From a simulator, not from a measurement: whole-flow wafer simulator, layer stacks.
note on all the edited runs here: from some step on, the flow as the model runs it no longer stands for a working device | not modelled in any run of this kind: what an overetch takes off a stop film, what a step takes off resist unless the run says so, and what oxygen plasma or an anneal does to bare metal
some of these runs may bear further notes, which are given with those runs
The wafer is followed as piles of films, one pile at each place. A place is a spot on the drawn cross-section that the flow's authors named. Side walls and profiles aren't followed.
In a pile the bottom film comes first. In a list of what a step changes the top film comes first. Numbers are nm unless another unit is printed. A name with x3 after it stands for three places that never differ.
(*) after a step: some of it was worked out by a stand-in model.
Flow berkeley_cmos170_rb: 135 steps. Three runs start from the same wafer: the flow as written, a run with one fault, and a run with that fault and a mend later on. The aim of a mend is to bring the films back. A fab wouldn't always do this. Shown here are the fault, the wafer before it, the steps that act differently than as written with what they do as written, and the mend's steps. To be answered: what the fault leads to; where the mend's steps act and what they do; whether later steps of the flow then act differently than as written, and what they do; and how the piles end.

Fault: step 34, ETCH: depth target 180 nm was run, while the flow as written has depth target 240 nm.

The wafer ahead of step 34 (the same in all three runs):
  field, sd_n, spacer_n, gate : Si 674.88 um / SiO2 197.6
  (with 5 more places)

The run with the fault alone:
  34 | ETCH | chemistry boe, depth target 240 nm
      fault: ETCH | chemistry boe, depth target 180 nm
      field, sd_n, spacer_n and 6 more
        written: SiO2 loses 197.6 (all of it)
        fault: SiO2 loses 180
  Steps later in the flow that act otherwise than as written (30 more steps, not shown, differ only slightly: by at most 2% or 0.5 nm, whichever is larger):
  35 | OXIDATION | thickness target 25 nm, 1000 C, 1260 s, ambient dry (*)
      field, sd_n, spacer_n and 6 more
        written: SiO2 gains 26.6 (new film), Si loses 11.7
        fault: SiO2 gains 21.4, Si loses 9.41
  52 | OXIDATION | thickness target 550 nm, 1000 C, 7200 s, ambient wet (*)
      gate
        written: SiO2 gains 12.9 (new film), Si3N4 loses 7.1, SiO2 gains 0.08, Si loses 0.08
        fault: SiO2 gains 12.9 (new film), Si3N4 loses 7.1
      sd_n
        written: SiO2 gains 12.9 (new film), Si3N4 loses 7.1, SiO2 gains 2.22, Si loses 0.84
        fault: SiO2 gains 12.9 (new film), Si3N4 loses 7.1, SiO2 gains 8.11, Si loses 3.34
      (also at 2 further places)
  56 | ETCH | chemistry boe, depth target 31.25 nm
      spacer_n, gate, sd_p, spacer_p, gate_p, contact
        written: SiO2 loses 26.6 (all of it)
        fault: SiO2 loses 31.2
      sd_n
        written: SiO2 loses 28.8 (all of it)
        fault: SiO2 loses 31.2
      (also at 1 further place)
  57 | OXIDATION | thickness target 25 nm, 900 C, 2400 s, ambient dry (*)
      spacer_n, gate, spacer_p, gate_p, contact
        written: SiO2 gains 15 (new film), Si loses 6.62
        fault: SiO2 gains 12.5, Si loses 5.52
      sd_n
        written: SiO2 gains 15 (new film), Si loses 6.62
        fault: SiO2 gains 10.9, Si loses 4.81
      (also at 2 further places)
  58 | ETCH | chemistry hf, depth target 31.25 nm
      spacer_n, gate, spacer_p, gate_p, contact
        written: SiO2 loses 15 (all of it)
        fault: SiO2 loses 20.3 (all of it)
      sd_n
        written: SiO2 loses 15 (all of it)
        fault: SiO2 loses 26.8 (all of it)
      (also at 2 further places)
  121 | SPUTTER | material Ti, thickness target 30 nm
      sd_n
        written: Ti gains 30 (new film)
        fault: Ti gains 27.2 (new film)
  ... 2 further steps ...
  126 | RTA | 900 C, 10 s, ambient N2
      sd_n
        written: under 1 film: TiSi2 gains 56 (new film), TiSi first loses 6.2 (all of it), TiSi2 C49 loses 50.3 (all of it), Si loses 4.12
        fault: under 1 film: TiSi2 gains 50.9 (new film), TiSi first loses 0.85 (all of it), TiSi2 C49 loses 52.8 (all of it), Si loses 0.56
  At sd_n, the piles at the end differ from the flow's by more than 2% or 0.5 nm, whichever is larger.
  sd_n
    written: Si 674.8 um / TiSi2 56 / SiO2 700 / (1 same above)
    fault: Si 674.81 um / TiSi2 50.9 / SiO2 700 / (1 same above)

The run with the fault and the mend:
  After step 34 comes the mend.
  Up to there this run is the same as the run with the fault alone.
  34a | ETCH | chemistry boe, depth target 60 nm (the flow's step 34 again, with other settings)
      field, sd_n, spacer_n and 6 more
        SiO2 loses 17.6 (all of it)
  Every later step of the flow that is run acts as written at every place that is followed.
  The piles end the same as the flow's at every place that both follow.
